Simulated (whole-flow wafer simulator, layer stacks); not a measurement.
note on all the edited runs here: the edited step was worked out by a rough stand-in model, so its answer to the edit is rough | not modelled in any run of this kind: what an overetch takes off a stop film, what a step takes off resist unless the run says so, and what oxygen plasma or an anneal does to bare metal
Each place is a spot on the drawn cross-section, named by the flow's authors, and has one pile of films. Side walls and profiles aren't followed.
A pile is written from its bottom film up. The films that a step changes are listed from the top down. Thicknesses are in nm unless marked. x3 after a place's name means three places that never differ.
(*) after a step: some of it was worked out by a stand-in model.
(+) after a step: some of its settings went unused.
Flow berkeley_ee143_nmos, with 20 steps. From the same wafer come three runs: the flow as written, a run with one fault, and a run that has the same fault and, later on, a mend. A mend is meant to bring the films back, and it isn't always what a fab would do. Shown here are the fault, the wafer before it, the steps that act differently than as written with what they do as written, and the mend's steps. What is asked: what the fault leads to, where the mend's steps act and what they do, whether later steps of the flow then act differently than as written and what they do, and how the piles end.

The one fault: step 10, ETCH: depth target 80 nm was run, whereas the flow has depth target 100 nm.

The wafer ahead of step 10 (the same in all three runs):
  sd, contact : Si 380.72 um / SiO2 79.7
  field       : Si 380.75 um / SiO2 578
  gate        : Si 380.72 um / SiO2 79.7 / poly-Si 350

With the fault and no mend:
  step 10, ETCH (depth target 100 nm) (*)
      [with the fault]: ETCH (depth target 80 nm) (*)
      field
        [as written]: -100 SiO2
        [with the fault]: -80 SiO2
  Steps later in the flow that act otherwise than as written:
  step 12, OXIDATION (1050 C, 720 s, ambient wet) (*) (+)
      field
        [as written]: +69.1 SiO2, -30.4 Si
        [with the fault]: +67.2 SiO2, -29.6 Si
  The piles end different from the flow's at field by more than 2% or 0.5 nm, whichever is larger.
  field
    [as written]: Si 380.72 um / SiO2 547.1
    [with the fault]: Si 380.72 um / SiO2 565.2

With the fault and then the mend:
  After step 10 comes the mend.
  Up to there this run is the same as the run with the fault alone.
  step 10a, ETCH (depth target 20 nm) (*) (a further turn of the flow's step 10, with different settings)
      field
        -20 SiO2
  None of the later steps of the flow acts differently than as written at any place that is followed.
  At every place that both follow, the piles at the end match the flow's.
